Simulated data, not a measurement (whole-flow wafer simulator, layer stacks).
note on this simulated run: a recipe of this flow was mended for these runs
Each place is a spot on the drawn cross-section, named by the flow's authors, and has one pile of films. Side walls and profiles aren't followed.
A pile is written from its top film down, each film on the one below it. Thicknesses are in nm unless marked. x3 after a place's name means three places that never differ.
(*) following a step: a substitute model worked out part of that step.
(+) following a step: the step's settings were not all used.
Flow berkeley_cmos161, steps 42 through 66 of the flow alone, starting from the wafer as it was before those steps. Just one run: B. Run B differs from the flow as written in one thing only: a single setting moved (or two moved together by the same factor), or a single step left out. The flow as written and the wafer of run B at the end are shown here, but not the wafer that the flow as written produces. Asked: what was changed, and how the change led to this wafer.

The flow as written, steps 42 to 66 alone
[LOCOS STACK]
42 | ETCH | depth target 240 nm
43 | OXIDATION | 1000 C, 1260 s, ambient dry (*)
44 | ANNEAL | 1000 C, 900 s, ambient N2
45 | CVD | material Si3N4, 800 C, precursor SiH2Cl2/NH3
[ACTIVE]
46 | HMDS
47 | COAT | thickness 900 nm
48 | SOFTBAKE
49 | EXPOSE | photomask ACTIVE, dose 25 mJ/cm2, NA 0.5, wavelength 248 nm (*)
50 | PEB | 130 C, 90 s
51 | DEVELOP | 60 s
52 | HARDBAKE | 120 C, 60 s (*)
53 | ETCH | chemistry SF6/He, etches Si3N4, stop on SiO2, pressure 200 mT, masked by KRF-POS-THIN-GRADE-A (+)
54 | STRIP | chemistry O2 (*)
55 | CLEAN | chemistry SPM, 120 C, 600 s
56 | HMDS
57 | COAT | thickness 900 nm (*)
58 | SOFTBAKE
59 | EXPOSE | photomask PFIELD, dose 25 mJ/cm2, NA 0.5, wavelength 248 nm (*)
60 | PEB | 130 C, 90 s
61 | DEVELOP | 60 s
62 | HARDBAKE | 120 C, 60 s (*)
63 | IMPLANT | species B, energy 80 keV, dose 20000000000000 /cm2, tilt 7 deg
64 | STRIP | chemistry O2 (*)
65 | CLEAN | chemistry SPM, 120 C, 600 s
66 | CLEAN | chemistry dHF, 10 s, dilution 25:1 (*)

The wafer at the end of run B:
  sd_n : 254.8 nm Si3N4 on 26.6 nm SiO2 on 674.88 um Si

What caused this: step 45, CVD: 832 C was run, while the flow as written has 800 C.

The path from the change to this, step by step:
  45 | CVD | material Si3N4, 800 C, precursor SiH2Cl2/NH3
      field, sd_n, spacer_n and 6 more: +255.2 Si3N4 (new film) (as written it would have been: +194.4 Si3N4 (new film))
  53 | ETCH | chemistry SF6/He, etches Si3N4, stop on SiO2, pressure 200 mT, masked by KRF-POS-THIN-GRADE-A (+)
      sd_n, spacer_n, gate_n, sd_p, spacer_p, gate_p, contact, m1: -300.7 KrF-resist (as written it would have been: -234.7 KrF-resist)
      field: -255.2 Si3N4 (all of it), -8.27 SiO2 (as written it would have been: -194.4 Si3N4 (all of it), -8.27 SiO2)
  54 | STRIP | chemistry O2 (*)
      sd_n, spacer_n, gate_n, sd_p, spacer_p, gate_p, contact, m1: -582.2 KrF-resist (all of it) (as written it would have been: -648.2 KrF-resist (all of it))
  57 | COAT | thickness 900 nm (*)
      sd_n: +765.3 KrF-resist (new film) (as written it would have been: +796.1 KrF-resist (new film))
      spacer_n: +805.1 KrF-resist (new film) (as written it would have been: +826.1 KrF-resist (new film))
      (also at 6 further places)
  64 | STRIP | chemistry O2 (*)
      sd_n: -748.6 KrF-resist (all of it) (as written it would have been: -779.3 KrF-resist (all of it))
      spacer_n: -788.3 KrF-resist (all of it) (as written it would have been: -809.2 KrF-resist (all of it))
      (also at 6 further places)
